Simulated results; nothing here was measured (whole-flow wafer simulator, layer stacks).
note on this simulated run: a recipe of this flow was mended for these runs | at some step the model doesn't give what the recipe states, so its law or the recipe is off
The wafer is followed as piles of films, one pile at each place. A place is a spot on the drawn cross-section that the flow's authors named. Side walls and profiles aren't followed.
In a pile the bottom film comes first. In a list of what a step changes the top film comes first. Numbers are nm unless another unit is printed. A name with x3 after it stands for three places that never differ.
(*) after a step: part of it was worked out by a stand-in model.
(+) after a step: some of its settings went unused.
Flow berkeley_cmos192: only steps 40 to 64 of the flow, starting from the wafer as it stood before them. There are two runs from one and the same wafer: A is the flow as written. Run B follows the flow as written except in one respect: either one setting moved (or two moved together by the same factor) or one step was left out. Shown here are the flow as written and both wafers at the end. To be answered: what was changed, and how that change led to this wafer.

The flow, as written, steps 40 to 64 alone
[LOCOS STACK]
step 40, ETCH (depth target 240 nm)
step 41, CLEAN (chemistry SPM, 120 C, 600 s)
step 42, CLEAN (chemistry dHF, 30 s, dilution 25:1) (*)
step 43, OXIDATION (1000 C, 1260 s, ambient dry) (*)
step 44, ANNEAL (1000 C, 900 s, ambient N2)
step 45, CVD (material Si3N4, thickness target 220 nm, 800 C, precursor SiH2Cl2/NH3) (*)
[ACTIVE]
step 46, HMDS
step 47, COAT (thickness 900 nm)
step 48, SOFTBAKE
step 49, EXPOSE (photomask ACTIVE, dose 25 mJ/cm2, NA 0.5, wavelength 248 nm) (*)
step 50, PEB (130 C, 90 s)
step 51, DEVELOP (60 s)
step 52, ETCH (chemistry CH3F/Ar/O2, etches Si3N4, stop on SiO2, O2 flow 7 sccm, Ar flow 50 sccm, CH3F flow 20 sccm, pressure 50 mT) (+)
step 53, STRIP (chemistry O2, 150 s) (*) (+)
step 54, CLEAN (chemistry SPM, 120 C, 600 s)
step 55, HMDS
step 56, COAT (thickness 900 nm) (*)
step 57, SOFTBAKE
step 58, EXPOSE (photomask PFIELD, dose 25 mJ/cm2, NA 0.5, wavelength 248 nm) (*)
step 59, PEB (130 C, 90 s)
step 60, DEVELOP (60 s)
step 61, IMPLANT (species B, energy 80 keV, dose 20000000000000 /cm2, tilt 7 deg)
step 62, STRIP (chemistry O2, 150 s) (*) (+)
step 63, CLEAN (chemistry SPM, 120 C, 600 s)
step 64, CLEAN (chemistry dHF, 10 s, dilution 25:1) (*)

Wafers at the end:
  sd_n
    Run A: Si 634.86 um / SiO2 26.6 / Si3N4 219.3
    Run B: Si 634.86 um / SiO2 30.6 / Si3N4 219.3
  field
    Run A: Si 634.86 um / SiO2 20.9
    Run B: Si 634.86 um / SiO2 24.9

Cause: step 43, OXIDATION: 1016 C was run, while the flow as written has 1000 C.

The path from the change to this, step by step:
  step 43, OXIDATION (1000 C, 1260 s, ambient dry) (*)
      field, sd_n, spacer_n and 6 more: A SiO2 gains 26.6 (new film), Si loses 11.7 | B SiO2 gains 30.6 (new film), Si loses 13.5
